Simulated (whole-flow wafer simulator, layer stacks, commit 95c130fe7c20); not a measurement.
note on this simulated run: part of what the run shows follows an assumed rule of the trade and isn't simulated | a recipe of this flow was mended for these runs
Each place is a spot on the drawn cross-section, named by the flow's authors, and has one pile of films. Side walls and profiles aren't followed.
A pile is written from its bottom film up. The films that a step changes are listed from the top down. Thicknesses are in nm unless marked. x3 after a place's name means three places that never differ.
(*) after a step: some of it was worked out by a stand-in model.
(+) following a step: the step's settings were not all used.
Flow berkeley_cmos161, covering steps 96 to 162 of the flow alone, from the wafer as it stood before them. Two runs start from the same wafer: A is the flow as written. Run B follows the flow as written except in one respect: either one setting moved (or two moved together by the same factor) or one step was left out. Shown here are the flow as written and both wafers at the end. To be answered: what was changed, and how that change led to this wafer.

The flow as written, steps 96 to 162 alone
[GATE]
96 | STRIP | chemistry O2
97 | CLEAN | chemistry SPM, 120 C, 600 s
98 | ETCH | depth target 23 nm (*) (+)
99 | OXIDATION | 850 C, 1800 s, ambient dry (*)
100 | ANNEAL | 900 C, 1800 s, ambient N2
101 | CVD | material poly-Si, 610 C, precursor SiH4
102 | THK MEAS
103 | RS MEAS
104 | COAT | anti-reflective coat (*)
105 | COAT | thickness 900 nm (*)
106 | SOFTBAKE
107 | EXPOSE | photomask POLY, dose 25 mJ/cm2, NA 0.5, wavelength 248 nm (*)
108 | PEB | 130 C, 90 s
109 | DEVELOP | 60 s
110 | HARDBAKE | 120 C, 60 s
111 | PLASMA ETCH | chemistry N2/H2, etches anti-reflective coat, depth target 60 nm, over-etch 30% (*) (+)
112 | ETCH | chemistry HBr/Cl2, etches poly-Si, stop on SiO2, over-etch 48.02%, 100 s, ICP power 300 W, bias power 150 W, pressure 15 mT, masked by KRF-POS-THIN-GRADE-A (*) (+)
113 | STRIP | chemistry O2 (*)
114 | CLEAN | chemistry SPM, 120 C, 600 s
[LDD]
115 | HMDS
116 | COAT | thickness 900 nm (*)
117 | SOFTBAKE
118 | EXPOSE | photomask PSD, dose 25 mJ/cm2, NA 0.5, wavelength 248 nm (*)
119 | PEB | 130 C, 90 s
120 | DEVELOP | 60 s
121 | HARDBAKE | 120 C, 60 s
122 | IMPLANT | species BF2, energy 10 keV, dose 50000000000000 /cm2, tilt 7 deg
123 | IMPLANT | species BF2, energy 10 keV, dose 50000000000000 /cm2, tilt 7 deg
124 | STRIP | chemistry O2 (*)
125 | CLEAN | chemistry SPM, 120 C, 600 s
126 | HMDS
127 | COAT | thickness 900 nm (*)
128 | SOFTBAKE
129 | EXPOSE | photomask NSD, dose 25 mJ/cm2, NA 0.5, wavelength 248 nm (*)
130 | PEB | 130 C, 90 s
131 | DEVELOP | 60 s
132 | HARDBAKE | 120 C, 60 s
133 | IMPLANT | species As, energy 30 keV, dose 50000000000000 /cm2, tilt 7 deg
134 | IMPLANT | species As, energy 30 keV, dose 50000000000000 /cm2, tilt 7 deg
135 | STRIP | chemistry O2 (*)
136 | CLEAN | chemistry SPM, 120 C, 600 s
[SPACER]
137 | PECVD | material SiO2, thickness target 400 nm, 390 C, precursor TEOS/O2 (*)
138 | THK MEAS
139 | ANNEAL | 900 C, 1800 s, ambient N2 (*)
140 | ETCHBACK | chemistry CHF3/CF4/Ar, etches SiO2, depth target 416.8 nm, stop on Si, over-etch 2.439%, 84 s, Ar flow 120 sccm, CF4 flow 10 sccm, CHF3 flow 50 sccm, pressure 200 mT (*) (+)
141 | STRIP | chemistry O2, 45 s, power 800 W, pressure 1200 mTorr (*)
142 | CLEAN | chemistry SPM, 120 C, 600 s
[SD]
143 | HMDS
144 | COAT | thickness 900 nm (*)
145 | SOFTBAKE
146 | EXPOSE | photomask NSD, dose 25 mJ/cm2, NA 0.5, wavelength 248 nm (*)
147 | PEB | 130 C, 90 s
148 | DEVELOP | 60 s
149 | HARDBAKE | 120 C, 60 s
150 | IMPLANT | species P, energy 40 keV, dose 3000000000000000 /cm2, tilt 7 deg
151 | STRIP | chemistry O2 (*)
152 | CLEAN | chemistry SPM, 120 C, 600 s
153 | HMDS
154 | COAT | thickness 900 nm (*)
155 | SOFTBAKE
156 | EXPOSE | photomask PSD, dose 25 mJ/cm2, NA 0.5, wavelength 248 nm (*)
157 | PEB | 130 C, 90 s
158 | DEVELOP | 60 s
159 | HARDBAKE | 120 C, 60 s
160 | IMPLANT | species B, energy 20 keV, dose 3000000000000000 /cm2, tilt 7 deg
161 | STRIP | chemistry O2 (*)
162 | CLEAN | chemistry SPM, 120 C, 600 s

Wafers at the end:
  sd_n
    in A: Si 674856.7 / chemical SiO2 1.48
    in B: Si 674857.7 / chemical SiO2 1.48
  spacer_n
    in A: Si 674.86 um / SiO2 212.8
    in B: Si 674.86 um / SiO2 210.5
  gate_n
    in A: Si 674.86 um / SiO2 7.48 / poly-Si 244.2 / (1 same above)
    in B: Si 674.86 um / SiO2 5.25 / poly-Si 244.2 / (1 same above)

The reason: step 99, OXIDATION: 815 C was run, though the flow has 850 C.

The path from the change to this, step by step:
  99 | OXIDATION | 850 C, 1800 s, ambient dry (*)
      sd_n, spacer_n, gate_n, sd_p, spacer_p, gate_p, contact, m1: A +7.48 SiO2 (new film), -3.29 Si | B +5.25 SiO2 (new film), -2.31 Si
